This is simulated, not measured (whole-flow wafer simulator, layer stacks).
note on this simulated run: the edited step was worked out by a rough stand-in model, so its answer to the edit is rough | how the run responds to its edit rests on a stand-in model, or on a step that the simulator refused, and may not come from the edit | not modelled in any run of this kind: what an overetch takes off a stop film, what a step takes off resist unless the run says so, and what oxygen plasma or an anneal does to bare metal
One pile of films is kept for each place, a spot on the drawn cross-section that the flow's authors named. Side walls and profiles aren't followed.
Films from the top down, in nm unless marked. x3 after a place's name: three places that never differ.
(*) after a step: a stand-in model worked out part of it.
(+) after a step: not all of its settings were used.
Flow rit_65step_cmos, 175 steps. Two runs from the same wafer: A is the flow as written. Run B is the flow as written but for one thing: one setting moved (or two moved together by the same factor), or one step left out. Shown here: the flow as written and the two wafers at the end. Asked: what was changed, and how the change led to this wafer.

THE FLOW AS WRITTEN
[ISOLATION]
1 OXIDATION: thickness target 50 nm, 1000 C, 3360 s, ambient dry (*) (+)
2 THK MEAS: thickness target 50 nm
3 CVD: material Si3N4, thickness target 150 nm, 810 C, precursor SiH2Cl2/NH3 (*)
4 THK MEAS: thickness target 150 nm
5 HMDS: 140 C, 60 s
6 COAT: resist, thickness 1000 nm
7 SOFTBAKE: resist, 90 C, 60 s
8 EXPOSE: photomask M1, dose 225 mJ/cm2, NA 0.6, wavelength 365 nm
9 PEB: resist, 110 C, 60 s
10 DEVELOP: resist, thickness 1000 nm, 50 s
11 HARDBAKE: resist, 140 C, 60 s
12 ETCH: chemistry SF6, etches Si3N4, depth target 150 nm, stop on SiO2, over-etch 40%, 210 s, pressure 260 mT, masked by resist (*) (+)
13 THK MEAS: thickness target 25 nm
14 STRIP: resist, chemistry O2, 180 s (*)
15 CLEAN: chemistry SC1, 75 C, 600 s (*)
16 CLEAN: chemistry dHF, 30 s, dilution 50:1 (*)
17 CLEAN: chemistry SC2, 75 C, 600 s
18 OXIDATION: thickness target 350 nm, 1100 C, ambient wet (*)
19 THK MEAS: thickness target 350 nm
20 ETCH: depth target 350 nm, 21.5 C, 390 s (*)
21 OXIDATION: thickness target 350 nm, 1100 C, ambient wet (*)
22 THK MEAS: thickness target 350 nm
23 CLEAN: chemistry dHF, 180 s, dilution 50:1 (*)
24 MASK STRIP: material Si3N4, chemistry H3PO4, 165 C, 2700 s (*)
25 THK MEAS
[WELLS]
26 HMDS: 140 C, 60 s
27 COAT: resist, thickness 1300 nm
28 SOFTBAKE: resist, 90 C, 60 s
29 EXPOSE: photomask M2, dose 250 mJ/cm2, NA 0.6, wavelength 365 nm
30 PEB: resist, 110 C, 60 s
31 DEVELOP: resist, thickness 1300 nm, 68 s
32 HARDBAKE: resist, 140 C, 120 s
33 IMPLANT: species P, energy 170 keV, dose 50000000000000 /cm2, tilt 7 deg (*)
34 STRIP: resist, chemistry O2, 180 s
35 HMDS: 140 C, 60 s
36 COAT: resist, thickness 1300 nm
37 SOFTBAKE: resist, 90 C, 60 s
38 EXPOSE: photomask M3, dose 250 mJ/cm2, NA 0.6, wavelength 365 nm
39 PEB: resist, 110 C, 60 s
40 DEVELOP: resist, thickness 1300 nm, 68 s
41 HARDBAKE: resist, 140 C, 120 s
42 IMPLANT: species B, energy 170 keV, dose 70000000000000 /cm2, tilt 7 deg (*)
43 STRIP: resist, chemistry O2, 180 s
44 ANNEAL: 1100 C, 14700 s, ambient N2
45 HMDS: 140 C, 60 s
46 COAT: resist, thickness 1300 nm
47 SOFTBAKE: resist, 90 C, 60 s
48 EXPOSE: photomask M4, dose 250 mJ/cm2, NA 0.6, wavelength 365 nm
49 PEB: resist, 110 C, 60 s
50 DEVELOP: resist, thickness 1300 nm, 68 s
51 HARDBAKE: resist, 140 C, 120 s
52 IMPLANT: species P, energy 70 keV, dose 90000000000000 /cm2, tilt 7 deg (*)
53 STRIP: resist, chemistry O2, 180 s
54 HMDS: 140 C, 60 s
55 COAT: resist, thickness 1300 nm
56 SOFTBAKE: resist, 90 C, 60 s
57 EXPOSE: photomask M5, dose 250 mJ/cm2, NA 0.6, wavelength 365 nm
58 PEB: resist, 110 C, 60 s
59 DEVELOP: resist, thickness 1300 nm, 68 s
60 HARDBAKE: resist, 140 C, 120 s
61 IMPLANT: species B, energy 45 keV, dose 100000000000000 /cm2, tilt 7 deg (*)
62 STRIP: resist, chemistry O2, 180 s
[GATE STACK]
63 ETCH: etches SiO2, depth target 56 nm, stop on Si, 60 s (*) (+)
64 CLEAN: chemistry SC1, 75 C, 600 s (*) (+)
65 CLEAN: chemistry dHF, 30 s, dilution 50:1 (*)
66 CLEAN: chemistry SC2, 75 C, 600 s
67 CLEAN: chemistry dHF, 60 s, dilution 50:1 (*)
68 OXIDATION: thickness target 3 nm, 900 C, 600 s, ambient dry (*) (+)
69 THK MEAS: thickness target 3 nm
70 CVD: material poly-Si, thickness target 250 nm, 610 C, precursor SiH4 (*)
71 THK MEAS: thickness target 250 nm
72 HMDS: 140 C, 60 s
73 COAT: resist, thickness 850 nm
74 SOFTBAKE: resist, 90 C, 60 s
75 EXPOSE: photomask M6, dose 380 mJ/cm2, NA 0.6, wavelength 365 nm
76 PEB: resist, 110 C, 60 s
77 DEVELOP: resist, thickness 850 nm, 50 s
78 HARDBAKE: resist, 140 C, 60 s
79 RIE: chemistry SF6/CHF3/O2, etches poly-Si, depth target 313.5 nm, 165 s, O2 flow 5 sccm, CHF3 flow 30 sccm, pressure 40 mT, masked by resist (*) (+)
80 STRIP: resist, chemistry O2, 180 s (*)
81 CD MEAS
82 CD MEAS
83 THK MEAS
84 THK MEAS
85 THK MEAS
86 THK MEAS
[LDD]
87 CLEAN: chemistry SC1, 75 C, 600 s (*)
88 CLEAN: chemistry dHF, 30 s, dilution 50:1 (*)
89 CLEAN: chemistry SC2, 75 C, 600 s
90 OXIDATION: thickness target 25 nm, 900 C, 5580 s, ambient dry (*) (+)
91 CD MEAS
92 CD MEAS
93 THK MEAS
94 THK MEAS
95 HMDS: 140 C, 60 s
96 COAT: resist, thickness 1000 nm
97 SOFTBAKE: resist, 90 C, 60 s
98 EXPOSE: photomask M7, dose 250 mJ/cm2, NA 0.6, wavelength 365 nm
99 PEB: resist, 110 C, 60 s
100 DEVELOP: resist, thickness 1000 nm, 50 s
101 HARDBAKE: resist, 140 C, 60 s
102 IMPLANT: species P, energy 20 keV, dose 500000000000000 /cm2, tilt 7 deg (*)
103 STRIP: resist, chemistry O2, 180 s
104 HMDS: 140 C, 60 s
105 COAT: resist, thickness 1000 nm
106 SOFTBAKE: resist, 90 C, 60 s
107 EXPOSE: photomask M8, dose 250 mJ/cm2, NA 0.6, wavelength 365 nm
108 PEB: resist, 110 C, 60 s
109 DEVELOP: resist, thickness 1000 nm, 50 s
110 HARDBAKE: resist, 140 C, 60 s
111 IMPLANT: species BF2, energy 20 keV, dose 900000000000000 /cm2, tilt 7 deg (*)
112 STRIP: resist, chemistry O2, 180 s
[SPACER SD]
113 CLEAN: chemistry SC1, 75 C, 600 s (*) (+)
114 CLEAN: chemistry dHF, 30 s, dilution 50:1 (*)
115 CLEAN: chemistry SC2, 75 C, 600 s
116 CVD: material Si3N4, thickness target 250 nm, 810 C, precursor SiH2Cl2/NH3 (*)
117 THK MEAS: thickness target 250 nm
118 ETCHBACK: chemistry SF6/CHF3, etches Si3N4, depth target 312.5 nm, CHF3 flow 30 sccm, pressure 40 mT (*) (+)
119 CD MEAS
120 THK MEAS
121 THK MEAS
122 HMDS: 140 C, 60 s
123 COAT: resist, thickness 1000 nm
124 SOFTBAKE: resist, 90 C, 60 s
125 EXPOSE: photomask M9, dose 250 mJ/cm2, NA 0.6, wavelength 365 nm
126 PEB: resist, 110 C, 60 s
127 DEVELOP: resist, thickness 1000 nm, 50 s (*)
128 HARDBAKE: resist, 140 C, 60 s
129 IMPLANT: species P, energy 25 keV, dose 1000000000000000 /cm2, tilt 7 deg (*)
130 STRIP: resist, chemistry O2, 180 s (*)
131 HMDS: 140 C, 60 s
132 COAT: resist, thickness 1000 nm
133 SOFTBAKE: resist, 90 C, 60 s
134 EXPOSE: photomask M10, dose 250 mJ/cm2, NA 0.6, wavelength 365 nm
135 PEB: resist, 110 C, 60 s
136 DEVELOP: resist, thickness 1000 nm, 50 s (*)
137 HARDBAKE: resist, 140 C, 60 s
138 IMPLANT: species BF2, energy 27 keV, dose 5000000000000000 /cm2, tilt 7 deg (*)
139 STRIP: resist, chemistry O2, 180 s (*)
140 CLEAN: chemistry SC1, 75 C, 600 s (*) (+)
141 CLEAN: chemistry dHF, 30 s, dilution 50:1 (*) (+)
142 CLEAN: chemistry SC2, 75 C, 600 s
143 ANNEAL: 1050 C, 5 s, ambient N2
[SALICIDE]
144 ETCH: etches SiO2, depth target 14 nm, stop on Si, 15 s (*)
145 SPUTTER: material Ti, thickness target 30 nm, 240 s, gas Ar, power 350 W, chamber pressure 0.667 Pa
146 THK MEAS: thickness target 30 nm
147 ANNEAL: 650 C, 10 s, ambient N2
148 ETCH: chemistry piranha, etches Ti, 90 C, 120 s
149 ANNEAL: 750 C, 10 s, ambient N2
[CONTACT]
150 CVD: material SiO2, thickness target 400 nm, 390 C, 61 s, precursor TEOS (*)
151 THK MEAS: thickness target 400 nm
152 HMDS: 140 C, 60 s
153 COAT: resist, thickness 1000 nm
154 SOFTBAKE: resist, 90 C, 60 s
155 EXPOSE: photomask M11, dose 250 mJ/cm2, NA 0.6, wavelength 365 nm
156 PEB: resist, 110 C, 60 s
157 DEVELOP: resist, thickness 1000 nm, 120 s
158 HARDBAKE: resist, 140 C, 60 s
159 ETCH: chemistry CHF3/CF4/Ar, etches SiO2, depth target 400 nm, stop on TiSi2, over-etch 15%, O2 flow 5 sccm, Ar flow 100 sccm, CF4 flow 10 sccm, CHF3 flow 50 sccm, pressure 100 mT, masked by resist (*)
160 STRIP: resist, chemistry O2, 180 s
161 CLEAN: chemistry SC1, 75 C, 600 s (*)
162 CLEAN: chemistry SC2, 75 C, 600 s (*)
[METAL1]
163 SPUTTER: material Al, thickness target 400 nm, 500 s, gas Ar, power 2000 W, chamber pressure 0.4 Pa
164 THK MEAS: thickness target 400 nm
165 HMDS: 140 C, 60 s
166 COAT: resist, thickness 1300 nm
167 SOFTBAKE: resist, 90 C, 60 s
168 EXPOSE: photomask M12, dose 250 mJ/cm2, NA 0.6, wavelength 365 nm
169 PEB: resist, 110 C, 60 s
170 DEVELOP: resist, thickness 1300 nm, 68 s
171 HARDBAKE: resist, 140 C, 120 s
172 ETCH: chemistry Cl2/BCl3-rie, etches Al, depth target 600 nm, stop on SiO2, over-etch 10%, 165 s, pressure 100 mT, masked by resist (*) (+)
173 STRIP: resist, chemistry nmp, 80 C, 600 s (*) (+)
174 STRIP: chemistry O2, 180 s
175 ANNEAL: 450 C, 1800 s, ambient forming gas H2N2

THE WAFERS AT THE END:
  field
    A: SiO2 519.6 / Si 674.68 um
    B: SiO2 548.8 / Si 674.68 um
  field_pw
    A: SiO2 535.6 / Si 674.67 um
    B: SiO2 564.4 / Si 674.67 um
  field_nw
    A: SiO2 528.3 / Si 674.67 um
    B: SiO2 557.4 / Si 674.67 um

The cause: step 116, CVD: thickness target 288 nm was run, where the flow has thickness target 250 nm.

How the change led to this, step by step:
  116 CVD: material Si3N4, thickness target 250 nm, 810 C, precursor SiH2Cl2/NH3 (*)
      field, field_pw, field_nw and 11 more: A Si3N4 +250 (new film) | B Si3N4 +288 (new film)
  118 ETCHBACK: chemistry SF6/CHF3, etches Si3N4, depth target 312.5 nm, CHF3 flow 30 sccm, pressure 40 mT (*) (+)
      field, field_pw, field_nw, field_p: A Si3N4 -250 (all of it), SiO2 -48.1 | B Si3N4 -288 (all of it), SiO2 -18.8
      gate_n: A Si3N4 -250 (all of it), SiO2 -16.3 (all of it), poly-Si -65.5 | B Si3N4 -288 (all of it), SiO2 -16.3 (all of it), poly-Si -5.2
      (and at 1 more place)
  123 COAT: resist, thickness 1000 nm
      gate_n: A resist +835 (new film) | B resist +779.9 (new film)
      gate_p: A resist +836.1 (new film) | B resist +780.9 (new film)
  126 PEB: resist, 110 C, 60 s
      field: A resist -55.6 | B resist -54.4
      gate_n: A resist -43.1 | B resist -40.1
      (and at 1 more place)
  127 DEVELOP: resist, thickness 1000 nm, 50 s (*)
      gate_n: A resist -791.9 (all of it) | B resist -739.8 (all of it)
  128 HARDBAKE: resist, 140 C, 60 s
      field_p: A resist -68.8 | B resist -67.4
      gate_p: A resist -51.9 | B resist -48
  130 STRIP: resist, chemistry O2, 180 s (*)
      gate_p: A chemical SiO2 +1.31 (new film), resist -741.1 (all of it), poly-Si -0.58 | B chemical SiO2 +1.31 (new film), resist -692.8 (all of it), poly-Si -0.58
  132 COAT: resist, thickness 1000 nm
      gate_n: A resist +834.8 (new film) | B resist +779.7 (new film)
      gate_p: A resist +835.9 (new film) | B resist +780.8 (new film)
  135 PEB: resist, 110 C, 60 s
      field: A resist -55.6 | B resist -54.4
      gate_n: A resist -43.1 | B resist -40.1
      (and at 1 more place)
  136 DEVELOP: resist, thickness 1000 nm, 50 s (*)
      gate_p: A resist -792.8 (all of it) | B resist -740.6 (all of it)
  137 HARDBAKE: resist, 140 C, 60 s
      field: A resist -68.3 | B resist -66.6
      gate_n: A resist -51.8 | B resist -47.9
  139 STRIP: resist, chemistry O2, 180 s (*)
      gate_n: A resist -740 (all of it), chemical SiO2 +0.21, poly-Si -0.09 | B resist -691.7 (all of it), chemical SiO2 +0.21, poly-Si -0.09
  145 SPUTTER: material Ti, thickness target 30 nm, 240 s, gas Ar, power 350 W, chamber pressure 0.667 Pa
      gate_n: A Ti +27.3 (new film) | B Ti +30 (new film)
      gate_p: A Ti +27.2 (new film) | B Ti +30 (new film)
  147 ANNEAL: 650 C, 10 s, ambient N2
      gate_n: A Ti -21.3, TiSi first +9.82 (new film), TiSi2 C49 +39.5 (new film), poly-Si -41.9 | B Ti -23.4, TiSi first +15.7 (new film), TiSi2 C49 +36.2 (new film), poly-Si -42.9
      gate_p: A Ti -21.2, TiSi first +9.56 (new film), TiSi2 C49 +39.6 (new film), poly-Si -41.9 | B Ti -23.4, TiSi first +15.7 (new film), TiSi2 C49 +36.2 (new film), poly-Si -42.9
  148 ETCH: chemistry piranha, etches Ti, 90 C, 120 s
      gate_n: A Ti -6 (all of it), TiSi first -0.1 | B Ti -6.6 (all of it), TiSi first -0.1
      gate_p: A Ti -5.97 (all of it), TiSi first -0.1 | B Ti -6.6 (all of it), TiSi first -0.1
  149 ANNEAL: 750 C, 10 s, ambient N2
      gate_n: A TiSi2 +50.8 (new film), TiSi first -9.72 (all of it), TiSi2 C49 -39.5 (all of it), poly-Si -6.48 | B TiSi2 +55.9 (new film), TiSi first -15.6 (all of it), TiSi2 C49 -36.2 (all of it), poly-Si -10.4
      gate_p: A TiSi2 +50.6 (new film), TiSi first -9.46 (all of it), TiSi2 C49 -39.6 (all of it), poly-Si -6.31 | B TiSi2 +55.9 (new film), TiSi first -15.6 (all of it), TiSi2 C49 -36.2 (all of it), poly-Si -10.4
  ... 7 more steps ...
  170 DEVELOP: resist, thickness 1300 nm, 68 s
      gate_n: A resist -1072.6 (all of it) | B resist -1016.7 (all of it)
      gate_p: A resist -1076.3 (all of it) | B resist -1020.8 (all of it)
